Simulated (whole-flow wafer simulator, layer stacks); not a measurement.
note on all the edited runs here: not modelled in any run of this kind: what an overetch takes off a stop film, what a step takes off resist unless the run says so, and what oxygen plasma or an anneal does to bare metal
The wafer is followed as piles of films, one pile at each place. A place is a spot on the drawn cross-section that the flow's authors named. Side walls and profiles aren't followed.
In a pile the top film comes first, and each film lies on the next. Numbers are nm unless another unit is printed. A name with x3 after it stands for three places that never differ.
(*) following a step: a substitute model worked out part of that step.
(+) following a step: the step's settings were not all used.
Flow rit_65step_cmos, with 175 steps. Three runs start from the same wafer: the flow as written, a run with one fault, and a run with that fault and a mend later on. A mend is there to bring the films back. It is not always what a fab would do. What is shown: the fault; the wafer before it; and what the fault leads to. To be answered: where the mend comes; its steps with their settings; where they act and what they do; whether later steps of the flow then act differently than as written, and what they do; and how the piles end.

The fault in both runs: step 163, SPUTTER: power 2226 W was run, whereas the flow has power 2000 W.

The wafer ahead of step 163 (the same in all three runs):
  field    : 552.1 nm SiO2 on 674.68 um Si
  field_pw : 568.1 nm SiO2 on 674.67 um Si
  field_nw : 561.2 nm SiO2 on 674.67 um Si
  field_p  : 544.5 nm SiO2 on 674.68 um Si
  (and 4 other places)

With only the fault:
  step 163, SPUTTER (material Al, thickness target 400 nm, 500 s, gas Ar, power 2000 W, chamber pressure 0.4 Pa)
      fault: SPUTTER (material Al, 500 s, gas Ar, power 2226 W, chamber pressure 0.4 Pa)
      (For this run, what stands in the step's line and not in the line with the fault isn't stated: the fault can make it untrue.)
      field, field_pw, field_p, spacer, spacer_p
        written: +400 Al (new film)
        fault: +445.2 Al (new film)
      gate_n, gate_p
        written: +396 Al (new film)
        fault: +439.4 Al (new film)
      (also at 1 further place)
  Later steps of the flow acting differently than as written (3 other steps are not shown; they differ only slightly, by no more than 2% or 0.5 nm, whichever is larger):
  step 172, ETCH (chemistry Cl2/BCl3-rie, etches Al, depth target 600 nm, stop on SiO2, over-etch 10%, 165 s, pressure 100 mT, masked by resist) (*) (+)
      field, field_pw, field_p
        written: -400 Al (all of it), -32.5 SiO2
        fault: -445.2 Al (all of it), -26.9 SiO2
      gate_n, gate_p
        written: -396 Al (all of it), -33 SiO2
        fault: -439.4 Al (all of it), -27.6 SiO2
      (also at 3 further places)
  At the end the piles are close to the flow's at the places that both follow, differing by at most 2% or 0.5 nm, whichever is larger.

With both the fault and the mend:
  The mend follows step 164.
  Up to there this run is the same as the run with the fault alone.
  step 164a, ETCH (chemistry al pan, depth target 511.9 nm)
      field, field_pw, field_nw, field_p, spacer, spacer_p
        -445.2 Al (all of it)
      gate_n, gate_p
        -439.4 Al (all of it)
  step 164b, SPUTTER (material Al, thickness target 400 nm, 500 s, gas Ar, power 2000 W, chamber pressure 0.4 Pa) (the flow's step 163, run once more)
      field, field_pw, field_p, spacer, spacer_p
        +400 Al (new film)
      gate_n, gate_p
        +396 Al (new film)
      field_nw
        +397.2 Al (new film)
  Later steps of the flow that are run all act as written at every place that is followed.
  By the end, the piles equal the flow's at every place that both follow.
